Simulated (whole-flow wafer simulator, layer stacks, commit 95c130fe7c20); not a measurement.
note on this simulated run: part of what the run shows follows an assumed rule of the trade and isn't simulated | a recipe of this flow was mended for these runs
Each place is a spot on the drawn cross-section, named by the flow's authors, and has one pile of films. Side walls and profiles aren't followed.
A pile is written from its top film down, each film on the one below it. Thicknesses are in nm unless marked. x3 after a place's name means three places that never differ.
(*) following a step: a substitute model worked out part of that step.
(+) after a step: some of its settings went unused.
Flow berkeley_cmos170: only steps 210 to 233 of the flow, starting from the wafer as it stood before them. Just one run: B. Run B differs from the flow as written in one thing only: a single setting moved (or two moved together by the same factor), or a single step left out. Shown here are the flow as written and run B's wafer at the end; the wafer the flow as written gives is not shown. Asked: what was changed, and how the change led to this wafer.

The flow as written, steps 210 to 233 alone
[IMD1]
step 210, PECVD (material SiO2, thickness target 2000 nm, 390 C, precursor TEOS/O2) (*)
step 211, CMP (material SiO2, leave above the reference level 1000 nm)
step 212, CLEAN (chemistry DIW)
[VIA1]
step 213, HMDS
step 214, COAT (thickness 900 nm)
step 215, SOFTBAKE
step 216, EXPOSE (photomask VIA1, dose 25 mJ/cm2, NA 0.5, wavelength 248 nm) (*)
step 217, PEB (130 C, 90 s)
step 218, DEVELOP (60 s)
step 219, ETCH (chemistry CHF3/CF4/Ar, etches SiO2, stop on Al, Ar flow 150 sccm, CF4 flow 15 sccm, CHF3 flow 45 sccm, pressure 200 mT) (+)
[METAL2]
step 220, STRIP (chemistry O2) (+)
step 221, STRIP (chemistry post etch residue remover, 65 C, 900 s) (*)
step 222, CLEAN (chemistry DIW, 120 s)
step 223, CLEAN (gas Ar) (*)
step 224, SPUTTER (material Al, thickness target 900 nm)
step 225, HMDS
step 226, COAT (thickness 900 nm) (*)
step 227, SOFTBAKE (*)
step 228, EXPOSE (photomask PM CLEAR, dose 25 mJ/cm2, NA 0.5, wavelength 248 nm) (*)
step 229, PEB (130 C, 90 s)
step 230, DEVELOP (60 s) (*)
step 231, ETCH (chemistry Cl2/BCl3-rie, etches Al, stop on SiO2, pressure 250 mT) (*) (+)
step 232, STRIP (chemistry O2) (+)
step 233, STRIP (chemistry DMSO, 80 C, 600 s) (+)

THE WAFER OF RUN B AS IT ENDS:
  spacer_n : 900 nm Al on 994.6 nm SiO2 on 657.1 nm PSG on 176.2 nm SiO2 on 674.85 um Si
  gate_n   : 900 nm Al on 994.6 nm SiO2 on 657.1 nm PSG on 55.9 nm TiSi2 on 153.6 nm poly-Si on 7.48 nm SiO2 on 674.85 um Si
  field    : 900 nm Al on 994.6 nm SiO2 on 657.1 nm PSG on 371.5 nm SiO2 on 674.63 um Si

The reason: step 210, PECVD: thickness target 1000 nm was run, though the flow has thickness target 2000 nm.

How this came from the change, step by step:
  step 210, PECVD (material SiO2, thickness target 2000 nm, 390 C, precursor TEOS/O2) (*)
      field, mark, spacer_n and 7 more: SiO2 gains 1000 (new film) (it would be, as written: SiO2 gains 2000 (new film))
      sd_n: SiO2 gains 975.2 (new film) (it would be, as written: SiO2 gains 2000 (new film))
      (also at 2 further places)
  step 211, CMP (material SiO2, leave above the reference level 1000 nm)
      m1, via1, m2, via2: nothing (it would be, as written: SiO2 loses 1000)
      spacer_n, spacer_p: nothing (it would be, as written: SiO2 loses 542.8)
      (also at 7 further places)
  step 214, COAT (thickness 900 nm)
      sd_n: KrF-resist gains 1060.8 (new film) (it would be, as written: KrF-resist gains 900 (new film))
      spacer_n: KrF-resist gains 868 (new film) (it would be, as written: KrF-resist gains 900 (new film))
      (also at 9 further places)
  step 217, PEB (130 C, 90 s)
      contact: KrF-resist loses 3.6 (it would be, as written: KrF-resist loses 2)
      m2: KrF-resist loses 1.33 (it would be, as written: KrF-resist loses 2)
      (also at 1 further place)
  step 218, DEVELOP (60 s)
      via1: KrF-resist loses 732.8 (all of it) (it would be, as written: KrF-resist loses 898 (all of it))
  step 220, STRIP (chemistry O2) (+)
      sd_n: KrF-resist loses 768 (all of it) (it would be, as written: KrF-resist loses 607.6 (all of it))
      spacer_n: KrF-resist loses 575.7 (all of it) (it would be, as written: KrF-resist loses 607.6 (all of it))
      (also at 8 further places)
  step 224, SPUTTER (material Al, thickness target 900 nm)
      sd_n: Al gains 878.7 (new film) (it would be, as written: Al gains 900 (new film))
      sd_p: Al gains 852 (new film) (it would be, as written: Al gains 900 (new film))
      (also at 1 further place)
  step 226, COAT (thickness 900 nm) (*)
      sd_n: KrF-resist gains 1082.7 (new film) (it would be, as written: KrF-resist gains 897.3 (new film))
      spacer_n: KrF-resist gains 868.3 (new film) (it would be, as written: KrF-resist gains 899.9 (new film))
      (also at 9 further places)
  step 229, PEB (130 C, 90 s)
      sd_n: KrF-resist loses 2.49 (it would be, as written: KrF-resist loses 1.99)
      sd_p: KrF-resist loses 2.54 (it would be, as written: KrF-resist loses 2)
      (also at 4 further places)
  step 232, STRIP (chemistry O2) (+)
      sd_n: KrF-resist loses 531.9 (all of it) (it would be, as written: KrF-resist loses 347 (all of it))
      spacer_n: KrF-resist loses 318.1 (all of it) (it would be, as written: KrF-resist loses 349.7 (all of it))
      (also at 9 further places)
